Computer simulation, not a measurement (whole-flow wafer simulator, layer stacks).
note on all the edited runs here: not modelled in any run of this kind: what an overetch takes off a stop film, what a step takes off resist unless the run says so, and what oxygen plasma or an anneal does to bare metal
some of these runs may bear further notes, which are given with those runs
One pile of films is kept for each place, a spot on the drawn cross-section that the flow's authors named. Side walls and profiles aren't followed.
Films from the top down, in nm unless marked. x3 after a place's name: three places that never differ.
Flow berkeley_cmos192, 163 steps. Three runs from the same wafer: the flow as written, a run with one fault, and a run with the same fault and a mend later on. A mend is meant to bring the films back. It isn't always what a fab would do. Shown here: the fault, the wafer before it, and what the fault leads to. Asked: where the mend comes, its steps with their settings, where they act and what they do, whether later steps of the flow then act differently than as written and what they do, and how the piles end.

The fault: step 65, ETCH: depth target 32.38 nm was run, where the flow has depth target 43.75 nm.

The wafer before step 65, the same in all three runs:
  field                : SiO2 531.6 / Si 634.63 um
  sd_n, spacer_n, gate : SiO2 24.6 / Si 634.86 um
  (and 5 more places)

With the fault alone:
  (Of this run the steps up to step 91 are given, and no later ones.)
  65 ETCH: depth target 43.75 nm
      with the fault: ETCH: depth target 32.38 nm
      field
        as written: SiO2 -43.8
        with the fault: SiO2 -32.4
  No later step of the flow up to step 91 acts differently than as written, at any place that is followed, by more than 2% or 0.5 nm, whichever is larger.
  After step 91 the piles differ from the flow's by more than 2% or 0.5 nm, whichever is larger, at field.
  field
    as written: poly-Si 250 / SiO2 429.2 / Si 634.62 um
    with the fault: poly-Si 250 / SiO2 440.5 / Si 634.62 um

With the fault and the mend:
  The mend comes after step 65.
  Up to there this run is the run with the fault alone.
  65a ETCH: depth target 11.38 nm (the flow's step 65 once more, with other settings)
      field
        SiO2 -11.4
  No later step of the flow acts differently than as written, at any place that is followed, by more than 2% or 0.5 nm, whichever is larger.
  At the end the piles are the same as the flow's at every place that both follow.
